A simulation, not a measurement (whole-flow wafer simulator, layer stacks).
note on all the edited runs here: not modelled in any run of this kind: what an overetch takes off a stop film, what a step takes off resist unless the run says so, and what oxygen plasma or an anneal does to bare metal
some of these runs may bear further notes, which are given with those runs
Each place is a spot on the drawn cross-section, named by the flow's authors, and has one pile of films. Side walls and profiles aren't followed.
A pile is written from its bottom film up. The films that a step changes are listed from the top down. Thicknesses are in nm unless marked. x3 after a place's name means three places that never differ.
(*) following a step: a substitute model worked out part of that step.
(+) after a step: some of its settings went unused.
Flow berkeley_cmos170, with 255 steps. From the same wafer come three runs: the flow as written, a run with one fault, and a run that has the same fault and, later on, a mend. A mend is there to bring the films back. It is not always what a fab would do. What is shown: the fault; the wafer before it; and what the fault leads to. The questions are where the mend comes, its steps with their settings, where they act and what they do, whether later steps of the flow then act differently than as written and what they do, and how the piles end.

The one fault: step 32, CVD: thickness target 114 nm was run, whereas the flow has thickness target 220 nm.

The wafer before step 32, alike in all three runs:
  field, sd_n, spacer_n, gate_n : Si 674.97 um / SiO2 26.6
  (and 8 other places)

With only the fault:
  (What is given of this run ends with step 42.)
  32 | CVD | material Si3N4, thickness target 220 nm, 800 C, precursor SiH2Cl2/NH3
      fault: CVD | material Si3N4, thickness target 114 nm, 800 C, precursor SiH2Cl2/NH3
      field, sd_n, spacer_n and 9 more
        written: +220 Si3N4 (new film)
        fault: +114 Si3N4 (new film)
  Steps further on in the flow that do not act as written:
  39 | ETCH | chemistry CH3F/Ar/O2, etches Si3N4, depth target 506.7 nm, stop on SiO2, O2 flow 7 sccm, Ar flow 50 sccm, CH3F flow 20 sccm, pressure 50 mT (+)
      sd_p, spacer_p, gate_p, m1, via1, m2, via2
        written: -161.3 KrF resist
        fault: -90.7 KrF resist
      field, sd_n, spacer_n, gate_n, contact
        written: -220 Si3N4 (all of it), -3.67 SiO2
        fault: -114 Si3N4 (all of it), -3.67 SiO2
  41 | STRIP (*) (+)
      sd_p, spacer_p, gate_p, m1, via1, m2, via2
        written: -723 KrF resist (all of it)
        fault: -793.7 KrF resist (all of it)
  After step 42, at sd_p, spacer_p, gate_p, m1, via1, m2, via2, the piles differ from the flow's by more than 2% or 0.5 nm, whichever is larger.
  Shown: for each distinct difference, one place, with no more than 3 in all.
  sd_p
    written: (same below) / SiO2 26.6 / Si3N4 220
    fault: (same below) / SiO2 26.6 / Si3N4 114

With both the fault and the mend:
  After step 32 comes the mend.
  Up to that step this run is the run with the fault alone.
  32a | CVD | material Si3N4, thickness target 106 nm, 800 C, precursor SiH2Cl2/NH3 (the flow's step 32 again, with other settings)
      field, sd_n, spacer_n and 9 more
        +106 Si3N4
  Every later step of the flow that is run acts as written at every place that is followed.
  At every place that both follow, the piles at the end match the flow's.
